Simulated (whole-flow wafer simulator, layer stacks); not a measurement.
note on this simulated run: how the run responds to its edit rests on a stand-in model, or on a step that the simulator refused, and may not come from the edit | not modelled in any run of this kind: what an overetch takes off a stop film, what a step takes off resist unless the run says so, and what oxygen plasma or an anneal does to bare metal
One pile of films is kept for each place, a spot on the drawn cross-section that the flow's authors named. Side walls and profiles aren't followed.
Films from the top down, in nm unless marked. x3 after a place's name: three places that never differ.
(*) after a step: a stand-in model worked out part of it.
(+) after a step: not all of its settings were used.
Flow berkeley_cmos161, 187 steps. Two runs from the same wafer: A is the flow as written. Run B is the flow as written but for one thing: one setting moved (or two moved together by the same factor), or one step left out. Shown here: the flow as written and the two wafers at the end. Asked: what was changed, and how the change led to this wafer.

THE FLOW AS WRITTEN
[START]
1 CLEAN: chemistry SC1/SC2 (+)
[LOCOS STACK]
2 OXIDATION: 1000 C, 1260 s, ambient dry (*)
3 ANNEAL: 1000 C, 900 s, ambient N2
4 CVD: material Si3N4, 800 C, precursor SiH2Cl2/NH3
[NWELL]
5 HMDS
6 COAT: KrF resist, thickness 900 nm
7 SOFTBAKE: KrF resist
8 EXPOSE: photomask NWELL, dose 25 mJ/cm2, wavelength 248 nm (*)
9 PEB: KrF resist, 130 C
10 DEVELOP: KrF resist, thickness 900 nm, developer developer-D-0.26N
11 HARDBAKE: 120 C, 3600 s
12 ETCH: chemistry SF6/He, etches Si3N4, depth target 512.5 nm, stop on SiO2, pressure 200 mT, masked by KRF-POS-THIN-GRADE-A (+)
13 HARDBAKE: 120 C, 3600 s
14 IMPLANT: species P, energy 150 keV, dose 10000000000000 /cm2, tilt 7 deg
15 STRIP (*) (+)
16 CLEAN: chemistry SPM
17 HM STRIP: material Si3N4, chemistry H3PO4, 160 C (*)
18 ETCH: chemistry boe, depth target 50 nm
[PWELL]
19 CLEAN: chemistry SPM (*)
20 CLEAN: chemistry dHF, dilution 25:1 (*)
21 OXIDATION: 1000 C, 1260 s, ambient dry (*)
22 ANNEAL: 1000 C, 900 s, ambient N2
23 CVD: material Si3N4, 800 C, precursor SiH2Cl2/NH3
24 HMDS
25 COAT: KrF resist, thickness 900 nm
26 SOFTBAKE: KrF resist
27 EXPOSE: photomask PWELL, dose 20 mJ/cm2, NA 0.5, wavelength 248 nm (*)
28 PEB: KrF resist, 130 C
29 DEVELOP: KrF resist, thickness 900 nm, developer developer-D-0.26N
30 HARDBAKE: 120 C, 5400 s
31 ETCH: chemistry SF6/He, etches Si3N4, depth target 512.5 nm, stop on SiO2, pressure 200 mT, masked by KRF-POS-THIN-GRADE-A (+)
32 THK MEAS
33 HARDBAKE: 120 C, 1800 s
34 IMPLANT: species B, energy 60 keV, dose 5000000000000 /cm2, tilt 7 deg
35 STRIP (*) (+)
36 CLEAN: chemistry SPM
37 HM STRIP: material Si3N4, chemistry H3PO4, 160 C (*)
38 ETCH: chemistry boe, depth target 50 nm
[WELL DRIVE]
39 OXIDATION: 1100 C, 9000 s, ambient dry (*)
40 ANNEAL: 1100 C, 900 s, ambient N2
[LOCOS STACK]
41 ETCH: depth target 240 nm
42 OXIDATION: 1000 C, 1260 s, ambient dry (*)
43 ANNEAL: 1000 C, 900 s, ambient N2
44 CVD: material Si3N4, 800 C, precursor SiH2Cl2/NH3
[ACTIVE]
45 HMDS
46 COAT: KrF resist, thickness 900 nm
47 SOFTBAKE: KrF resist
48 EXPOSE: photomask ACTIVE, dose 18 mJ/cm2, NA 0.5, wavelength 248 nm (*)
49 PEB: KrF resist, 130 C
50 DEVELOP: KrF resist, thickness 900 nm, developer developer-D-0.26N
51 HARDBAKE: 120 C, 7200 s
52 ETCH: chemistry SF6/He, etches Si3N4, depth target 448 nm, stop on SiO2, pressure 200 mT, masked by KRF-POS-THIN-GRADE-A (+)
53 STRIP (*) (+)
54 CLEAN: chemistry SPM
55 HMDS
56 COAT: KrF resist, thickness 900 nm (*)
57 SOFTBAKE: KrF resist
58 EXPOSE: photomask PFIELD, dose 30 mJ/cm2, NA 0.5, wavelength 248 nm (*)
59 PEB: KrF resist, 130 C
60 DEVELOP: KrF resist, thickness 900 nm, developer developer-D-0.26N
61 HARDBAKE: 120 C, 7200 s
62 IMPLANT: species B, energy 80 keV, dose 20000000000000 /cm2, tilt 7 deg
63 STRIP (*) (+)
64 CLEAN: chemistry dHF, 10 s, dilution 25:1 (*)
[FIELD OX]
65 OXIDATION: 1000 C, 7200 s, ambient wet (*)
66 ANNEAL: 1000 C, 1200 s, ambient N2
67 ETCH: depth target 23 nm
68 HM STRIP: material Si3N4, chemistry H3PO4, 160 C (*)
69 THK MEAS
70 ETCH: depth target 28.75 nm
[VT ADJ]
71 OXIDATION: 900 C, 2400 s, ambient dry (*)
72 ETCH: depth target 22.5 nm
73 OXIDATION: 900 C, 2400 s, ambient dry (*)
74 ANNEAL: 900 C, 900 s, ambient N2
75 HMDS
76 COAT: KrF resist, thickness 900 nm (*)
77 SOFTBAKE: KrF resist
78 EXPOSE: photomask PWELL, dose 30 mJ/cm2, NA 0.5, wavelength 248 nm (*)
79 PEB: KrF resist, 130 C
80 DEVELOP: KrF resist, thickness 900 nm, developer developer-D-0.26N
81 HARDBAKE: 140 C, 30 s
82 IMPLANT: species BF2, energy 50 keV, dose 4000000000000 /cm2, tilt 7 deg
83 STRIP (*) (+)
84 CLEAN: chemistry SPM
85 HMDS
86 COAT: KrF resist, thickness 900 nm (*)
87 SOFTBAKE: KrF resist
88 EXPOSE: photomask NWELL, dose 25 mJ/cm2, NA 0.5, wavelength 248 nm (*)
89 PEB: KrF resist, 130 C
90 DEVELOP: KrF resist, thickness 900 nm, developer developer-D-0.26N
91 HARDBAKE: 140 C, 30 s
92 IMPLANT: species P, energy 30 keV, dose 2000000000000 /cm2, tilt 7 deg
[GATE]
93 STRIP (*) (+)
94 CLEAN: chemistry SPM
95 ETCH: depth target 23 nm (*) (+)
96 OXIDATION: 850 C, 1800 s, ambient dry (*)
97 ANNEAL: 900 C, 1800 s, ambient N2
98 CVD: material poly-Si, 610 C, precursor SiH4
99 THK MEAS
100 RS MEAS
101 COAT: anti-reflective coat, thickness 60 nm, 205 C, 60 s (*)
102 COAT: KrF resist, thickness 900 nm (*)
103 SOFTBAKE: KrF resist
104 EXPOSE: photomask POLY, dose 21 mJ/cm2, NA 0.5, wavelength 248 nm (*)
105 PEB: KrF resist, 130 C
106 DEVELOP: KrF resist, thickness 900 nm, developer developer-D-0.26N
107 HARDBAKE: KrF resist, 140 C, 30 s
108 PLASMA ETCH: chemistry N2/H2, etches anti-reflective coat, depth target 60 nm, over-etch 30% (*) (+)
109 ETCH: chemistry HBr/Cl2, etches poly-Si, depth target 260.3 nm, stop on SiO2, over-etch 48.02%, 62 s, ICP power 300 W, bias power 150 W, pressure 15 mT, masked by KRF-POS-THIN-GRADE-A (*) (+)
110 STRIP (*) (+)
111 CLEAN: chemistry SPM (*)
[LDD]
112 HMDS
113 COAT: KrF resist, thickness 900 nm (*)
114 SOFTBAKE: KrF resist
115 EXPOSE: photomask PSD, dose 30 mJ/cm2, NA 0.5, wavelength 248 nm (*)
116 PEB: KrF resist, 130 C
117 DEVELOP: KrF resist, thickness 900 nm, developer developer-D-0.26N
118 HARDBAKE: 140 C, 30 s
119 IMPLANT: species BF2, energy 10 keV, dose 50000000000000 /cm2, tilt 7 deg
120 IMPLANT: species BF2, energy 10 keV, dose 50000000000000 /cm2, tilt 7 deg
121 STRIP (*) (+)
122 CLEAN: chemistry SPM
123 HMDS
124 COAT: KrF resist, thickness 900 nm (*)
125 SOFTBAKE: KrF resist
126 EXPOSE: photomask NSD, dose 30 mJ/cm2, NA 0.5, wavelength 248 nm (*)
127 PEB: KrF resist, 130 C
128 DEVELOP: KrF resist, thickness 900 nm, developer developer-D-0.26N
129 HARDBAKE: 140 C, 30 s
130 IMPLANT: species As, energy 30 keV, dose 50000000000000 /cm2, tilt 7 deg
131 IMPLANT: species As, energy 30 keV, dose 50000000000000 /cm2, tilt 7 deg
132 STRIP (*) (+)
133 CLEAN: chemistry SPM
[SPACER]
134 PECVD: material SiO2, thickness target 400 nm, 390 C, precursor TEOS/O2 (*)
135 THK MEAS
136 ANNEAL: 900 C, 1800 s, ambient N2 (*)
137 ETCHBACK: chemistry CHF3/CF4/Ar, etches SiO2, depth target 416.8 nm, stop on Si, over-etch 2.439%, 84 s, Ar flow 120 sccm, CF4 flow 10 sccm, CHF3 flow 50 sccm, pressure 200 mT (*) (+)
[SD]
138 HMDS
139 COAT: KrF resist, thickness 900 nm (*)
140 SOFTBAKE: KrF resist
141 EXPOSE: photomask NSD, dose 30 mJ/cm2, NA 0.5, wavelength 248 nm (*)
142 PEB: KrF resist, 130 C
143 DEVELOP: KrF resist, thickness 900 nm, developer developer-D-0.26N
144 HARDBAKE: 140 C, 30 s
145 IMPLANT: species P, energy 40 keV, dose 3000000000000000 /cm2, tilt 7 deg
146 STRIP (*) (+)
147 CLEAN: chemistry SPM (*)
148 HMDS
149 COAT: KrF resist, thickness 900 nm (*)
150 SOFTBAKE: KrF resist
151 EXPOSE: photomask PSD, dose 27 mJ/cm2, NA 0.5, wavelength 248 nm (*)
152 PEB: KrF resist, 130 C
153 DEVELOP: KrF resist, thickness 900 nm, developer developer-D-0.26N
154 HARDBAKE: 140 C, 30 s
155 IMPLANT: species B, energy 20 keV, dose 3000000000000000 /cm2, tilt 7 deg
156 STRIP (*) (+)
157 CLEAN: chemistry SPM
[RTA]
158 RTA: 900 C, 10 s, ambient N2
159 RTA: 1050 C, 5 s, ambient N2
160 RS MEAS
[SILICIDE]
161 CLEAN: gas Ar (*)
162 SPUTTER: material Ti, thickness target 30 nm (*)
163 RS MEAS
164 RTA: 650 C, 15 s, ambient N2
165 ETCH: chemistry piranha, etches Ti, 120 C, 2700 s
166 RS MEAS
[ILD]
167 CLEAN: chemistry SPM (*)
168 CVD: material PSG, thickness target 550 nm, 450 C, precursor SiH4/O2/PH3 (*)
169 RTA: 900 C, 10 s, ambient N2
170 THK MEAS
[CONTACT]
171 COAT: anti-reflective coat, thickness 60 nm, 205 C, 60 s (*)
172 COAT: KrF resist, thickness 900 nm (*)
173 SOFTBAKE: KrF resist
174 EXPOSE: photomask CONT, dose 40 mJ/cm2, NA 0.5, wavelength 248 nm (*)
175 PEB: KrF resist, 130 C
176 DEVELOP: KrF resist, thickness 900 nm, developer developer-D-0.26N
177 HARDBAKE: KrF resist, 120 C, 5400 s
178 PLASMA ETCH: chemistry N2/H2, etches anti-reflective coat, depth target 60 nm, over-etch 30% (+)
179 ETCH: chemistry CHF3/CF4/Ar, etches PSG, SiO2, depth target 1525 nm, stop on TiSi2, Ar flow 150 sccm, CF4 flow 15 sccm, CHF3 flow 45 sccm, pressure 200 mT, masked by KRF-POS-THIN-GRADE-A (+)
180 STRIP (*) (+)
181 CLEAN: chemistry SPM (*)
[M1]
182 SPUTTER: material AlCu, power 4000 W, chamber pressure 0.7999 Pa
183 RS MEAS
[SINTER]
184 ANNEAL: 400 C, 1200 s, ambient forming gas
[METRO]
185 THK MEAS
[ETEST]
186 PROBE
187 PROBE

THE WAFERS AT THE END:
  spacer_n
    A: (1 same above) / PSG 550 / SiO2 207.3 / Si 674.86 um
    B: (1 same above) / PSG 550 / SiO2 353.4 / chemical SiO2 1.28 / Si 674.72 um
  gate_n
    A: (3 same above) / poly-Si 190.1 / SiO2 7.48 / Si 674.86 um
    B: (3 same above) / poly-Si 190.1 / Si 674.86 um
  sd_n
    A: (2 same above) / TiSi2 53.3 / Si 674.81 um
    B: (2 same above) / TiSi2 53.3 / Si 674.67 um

The cause: step 96, OXIDATION: 850 C, 1800 s, ambient dry (*), was left out.

How the change led to this, step by step:
  101 COAT: anti-reflective coat, thickness 60 nm, 205 C, 60 s (*)
      spacer_n: A anti-reflective coat +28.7 (new film) | B anti-reflective coat +28 (new film)
      gate_n: A anti-reflective coat +23.7 (new film) | B anti-reflective coat +23 (new film)
  108 PLASMA ETCH: chemistry N2/H2, etches anti-reflective coat, depth target 60 nm, over-etch 30% (*) (+)
      spacer_n: A anti-reflective coat -28.7 (all of it), poly-Si -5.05 | B anti-reflective coat -28 (all of it), poly-Si -5.16
  109 ETCH: chemistry HBr/Cl2, etches poly-Si, depth target 260.3 nm, stop on SiO2, over-etch 48.02%, 62 s, ICP power 300 W, bias power 150 W, pressure 15 mT, masked by KRF-POS-THIN-GRADE-A (*) (+)
      sd_n: A poly-Si -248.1 (all of it), SiO2 -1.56 | B poly-Si -248.1 (all of it), Si -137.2
      spacer_n: A poly-Si -244.4 (all of it), SiO2 -1.85 | B poly-Si -244.3 (all of it), Si -141
      (and at 4 more places)
  110 STRIP (*) (+)
      sd_n, spacer_n, sd_p, spacer_p, contact, m1: A nothing | B chemical SiO2 +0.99 (new film), Si -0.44
      gate_n: A chemical SiO2 +0.75 (new film), KrF resist -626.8 (all of it), anti-reflective coat -23.7 (all of it), poly-Si -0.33 | B chemical SiO2 +0.75 (new film), KrF resist -629.3 (all of it), anti-reflective coat -23 (all of it), poly-Si -0.33
  113 COAT: KrF resist, thickness 900 nm (*)
      field: A KrF resist +843.2 (new film) | B KrF resist +808.7 (new film)
      sd_n: A KrF resist +1019.8 (new film) | B KrF resist +1092.2 (new film)
      (and at 7 more places)
  117 DEVELOP: KrF resist, thickness 900 nm, developer developer-D-0.26N
      sd_p: A KrF resist -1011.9 (all of it) | B KrF resist -1079.6 (all of it)
      spacer_p: A KrF resist -1009 (all of it) | B KrF resist -1075.5 (all of it)
      (and at 1 more place)
  118 HARDBAKE: 140 C, 30 s
      field: A KrF resist -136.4 | B KrF resist -130.8
      sd_n: A KrF resist -165 | B KrF resist -176.6
      (and at 4 more places)
  121 STRIP (*) (+)
      sd_n: A KrF resist -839 (all of it) | B KrF resist -899.5 (all of it), chemical SiO2 +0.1
      spacer_n: A KrF resist -834.3 (all of it) | B KrF resist -892.4 (all of it), chemical SiO2 +0.1
      (and at 4 more places)
  124 COAT: KrF resist, thickness 900 nm (*)
      field: A KrF resist +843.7 (new film) | B KrF resist +808.6 (new film)
      sd_n: A KrF resist +1019.9 (new film) | B KrF resist +1092.2 (new film)
      (and at 7 more places)
  128 DEVELOP: KrF resist, thickness 900 nm, developer developer-D-0.26N
      sd_n: A KrF resist -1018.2 (all of it) | B KrF resist -1090.4 (all of it)
      spacer_n: A KrF resist -1012.7 (all of it) | B KrF resist -1081.7 (all of it)
      (and at 2 more places)
  129 HARDBAKE: 140 C, 30 s
      field: A KrF resist -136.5 | B KrF resist -130.8
      sd_p: A KrF resist -164 | B KrF resist -174.9
      (and at 3 more places)
  132 STRIP (*) (+)
      sd_p: A KrF resist -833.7 (all of it) | B KrF resist -890.9 (all of it), chemical SiO2 +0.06
      spacer_p: A KrF resist -831.4 (all of it) | B KrF resist -887.4 (all of it), chemical SiO2 +0.06
      (and at 3 more places)
  134 PECVD: material SiO2, thickness target 400 nm, 390 C, precursor TEOS/O2 (*)
      sd_n, contact, m1: A SiO2 +400 | B SiO2 +400 (new film)
      spacer_n, spacer_p: A SiO2 +385 | B SiO2 +375.6 (new film)
      (and at 1 more place)
  137 ETCHBACK: chemistry CHF3/CF4/Ar, etches SiO2, depth target 416.8 nm, stop on Si, over-etch 2.439%, 84 s, Ar flow 120 sccm, CF4 flow 10 sccm, CHF3 flow 50 sccm, pressure 200 mT (*) (+)
      spacer_n, spacer_p: A SiO2 -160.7 | B nothing
      sd_n: A SiO2 -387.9 (all of it) | B SiO2 -382 (all of it), chemical SiO2 -1.28 (all of it)
      (and at 3 more places)
  139 COAT: KrF resist, thickness 900 nm (*)
      field: A KrF resist +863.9 (new film) | B KrF resist +840.9 (new film)
      sd_n: A KrF resist +1008.1 (new film) | B KrF resist +1089.3 (new film)
      (and at 7 more places)
  143 DEVELOP: KrF resist, thickness 900 nm, developer developer-D-0.26N
      sd_n: A KrF resist -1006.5 (all of it) | B KrF resist -1087.5 (all of it)
      spacer_n: A KrF resist -815.5 (all of it) | B KrF resist -762.3 (all of it)
      (and at 2 more places)
  ... 12 more steps ...
  182 SPUTTER: material AlCu, power 4000 W, chamber pressure 0.7999 Pa
      sd_p: A AlCu +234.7 (new film) | B AlCu +203.8 (new film)
